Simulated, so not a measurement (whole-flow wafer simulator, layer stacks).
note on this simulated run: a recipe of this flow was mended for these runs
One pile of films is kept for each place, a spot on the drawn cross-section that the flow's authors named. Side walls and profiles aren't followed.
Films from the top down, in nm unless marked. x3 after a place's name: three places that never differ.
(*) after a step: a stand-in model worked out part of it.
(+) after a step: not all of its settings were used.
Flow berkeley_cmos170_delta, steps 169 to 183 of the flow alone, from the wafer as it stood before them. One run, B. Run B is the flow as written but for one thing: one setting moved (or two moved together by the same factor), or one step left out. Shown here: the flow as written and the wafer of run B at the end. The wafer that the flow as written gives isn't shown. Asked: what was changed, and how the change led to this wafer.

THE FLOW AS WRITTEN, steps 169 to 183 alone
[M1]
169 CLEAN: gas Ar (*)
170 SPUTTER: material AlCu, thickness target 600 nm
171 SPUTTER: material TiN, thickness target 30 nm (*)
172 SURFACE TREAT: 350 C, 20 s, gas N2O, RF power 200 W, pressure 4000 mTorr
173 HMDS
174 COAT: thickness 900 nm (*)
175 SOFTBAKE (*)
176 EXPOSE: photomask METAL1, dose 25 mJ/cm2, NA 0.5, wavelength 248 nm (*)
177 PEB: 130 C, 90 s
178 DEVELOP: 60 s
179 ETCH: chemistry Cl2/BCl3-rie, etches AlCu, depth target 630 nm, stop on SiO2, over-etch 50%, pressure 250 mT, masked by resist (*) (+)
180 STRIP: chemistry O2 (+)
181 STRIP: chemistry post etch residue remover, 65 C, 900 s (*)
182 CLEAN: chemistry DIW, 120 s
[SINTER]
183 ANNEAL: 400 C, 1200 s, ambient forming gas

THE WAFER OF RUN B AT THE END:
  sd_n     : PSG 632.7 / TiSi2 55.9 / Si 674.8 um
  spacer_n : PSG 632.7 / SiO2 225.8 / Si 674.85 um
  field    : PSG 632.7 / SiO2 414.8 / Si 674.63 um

The cause: step 170, SPUTTER: thickness target 420 nm was run, where the flow has thickness target 600 nm.

How the change led to this, step by step:
  170 SPUTTER: material AlCu, thickness target 600 nm
      field, sd_n, spacer_n, gate, spacer_p, gate_p, m1: AlCu +420 (new film) (as written it would be: AlCu +600 (new film))
      sd_p: AlCu +372.7 (new film) (as written it would be: AlCu +539.5 (new film))
      (and at 1 more place)
  171 SPUTTER: material TiN, thickness target 30 nm (*)
      contact: TiN +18 (new film) (as written it would be: TiN +16.3 (new film))
  174 COAT: thickness 900 nm (*)
      contact: KrF-resist +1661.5 (new film) (as written it would be: KrF-resist +1720.2 (new film))
  179 ETCH: chemistry Cl2/BCl3-rie, etches AlCu, depth target 630 nm, stop on SiO2, over-etch 50%, pressure 250 mT, masked by resist (*) (+)
      field, sd_n, spacer_n, gate, spacer_p, gate_p: TiN -30 (all of it), AlCu -420 (all of it), PSG -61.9 (as written it would be: TiN -30 (all of it), AlCu -600 (all of it), PSG -39.4)
      sd_p: TiN -25.5 (all of it), AlCu -372.7 (all of it), PSG -68.3 (as written it would be: TiN -25.3 (all of it), AlCu -539.5 (all of it), PSG -47.5)
  180 STRIP: chemistry O2 (+)
      contact: KrF-resist -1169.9 (all of it) (as written it would be: KrF-resist -1228.4 (all of it))
